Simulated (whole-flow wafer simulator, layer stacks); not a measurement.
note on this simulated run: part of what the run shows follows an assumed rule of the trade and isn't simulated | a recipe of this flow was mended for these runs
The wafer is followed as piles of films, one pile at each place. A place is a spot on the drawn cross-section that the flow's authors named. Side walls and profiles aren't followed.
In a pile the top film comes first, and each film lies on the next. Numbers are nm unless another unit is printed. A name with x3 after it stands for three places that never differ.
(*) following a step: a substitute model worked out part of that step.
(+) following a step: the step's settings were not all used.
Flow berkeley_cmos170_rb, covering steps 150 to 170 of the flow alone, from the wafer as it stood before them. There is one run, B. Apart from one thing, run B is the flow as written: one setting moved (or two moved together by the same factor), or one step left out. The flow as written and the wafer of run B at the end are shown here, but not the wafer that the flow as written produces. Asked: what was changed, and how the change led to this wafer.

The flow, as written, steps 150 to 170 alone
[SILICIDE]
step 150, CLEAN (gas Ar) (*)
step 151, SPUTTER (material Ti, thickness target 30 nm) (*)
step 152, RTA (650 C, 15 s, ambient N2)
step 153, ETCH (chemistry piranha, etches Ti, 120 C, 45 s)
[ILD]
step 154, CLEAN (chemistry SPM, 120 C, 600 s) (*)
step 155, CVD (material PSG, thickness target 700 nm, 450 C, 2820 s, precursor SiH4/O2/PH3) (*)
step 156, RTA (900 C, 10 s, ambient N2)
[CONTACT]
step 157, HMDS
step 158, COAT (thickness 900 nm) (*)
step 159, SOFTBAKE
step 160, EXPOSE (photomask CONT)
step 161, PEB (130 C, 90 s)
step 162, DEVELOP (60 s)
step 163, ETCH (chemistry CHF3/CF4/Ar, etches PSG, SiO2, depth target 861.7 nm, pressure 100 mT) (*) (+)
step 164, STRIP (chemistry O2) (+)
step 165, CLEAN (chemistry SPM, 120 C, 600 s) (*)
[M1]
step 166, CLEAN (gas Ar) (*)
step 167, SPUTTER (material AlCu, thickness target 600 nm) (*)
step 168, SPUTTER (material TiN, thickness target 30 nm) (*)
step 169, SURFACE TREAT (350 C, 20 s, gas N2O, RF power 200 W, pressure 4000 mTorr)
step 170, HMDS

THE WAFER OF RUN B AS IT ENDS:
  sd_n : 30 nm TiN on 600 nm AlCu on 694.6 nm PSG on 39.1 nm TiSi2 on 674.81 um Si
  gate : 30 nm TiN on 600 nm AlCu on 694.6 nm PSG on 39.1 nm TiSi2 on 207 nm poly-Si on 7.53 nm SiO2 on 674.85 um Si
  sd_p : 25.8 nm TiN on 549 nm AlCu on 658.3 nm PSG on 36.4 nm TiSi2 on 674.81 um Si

What caused this: step 151, SPUTTER: thickness target 21 nm was run, while the flow as written has thickness target 30 nm.

Step by step, how the change led to this:
  step 151, SPUTTER (material Ti, thickness target 30 nm) (*)
      field, sd_n, spacer_n, gate, spacer_p, gate_p, contact, m1: Ti gains 21 (new film) (in the flow as written it would be: Ti gains 30 (new film))
      sd_p: Ti gains 19.5 (new film) (in the flow as written it would be: Ti gains 27.9 (new film))
  step 152, RTA (650 C, 15 s, ambient N2)
      sd_n, contact, m1: Ti loses 16.4, TiSi2 C49 gains 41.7 (new film), Si loses 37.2 (in the flow as written it would be: Ti loses 23.4, TiSi first gains 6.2 (new film), TiSi2 C49 gains 50.3 (new film), Si loses 49)
      gate, gate_p: Ti loses 16.4, TiSi2 C49 gains 41.7 (new film), poly-Si loses 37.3 (in the flow as written it would be: Ti loses 23.4, TiSi first gains 6.2 (new film), TiSi2 C49 gains 50.3 (new film), poly-Si loses 49.2)
      (also at 1 further place)
  step 153, ETCH (chemistry piranha, etches Ti, 120 C, 45 s)
      sd_n, gate, gate_p, contact, m1: Ti loses 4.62 (all of it), TiSi2 C49 loses 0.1 (in the flow as written it would be: Ti loses 6.6 (all of it), TiSi first loses 0.1)
      sd_p: Ti loses 4.3 (all of it), TiSi2 C49 loses 0.11 (in the flow as written it would be: Ti loses 6.14 (all of it), TiSi first loses 0.1)
      (also at 3 further places)
  step 156, RTA (900 C, 10 s, ambient N2)
      sd_n, contact, m1: under 1 film: TiSi2 gains 39.1 (new film), TiSi2 C49 loses 41.6 (all of it) (in the flow as written it would be: under 1 film: TiSi2 gains 55.9 (new film), TiSi first loses 6.09 (all of it), TiSi2 C49 loses 50.3 (all of it), Si loses 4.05)
      gate, gate_p: under 1 film: TiSi2 gains 39.1 (new film), TiSi2 C49 loses 41.6 (all of it) (in the flow as written it would be: under 1 film: TiSi2 gains 55.9 (new film), TiSi first loses 6.09 (all of it), TiSi2 C49 loses 50.3 (all of it), poly-Si loses 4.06)
      (also at 1 further place)
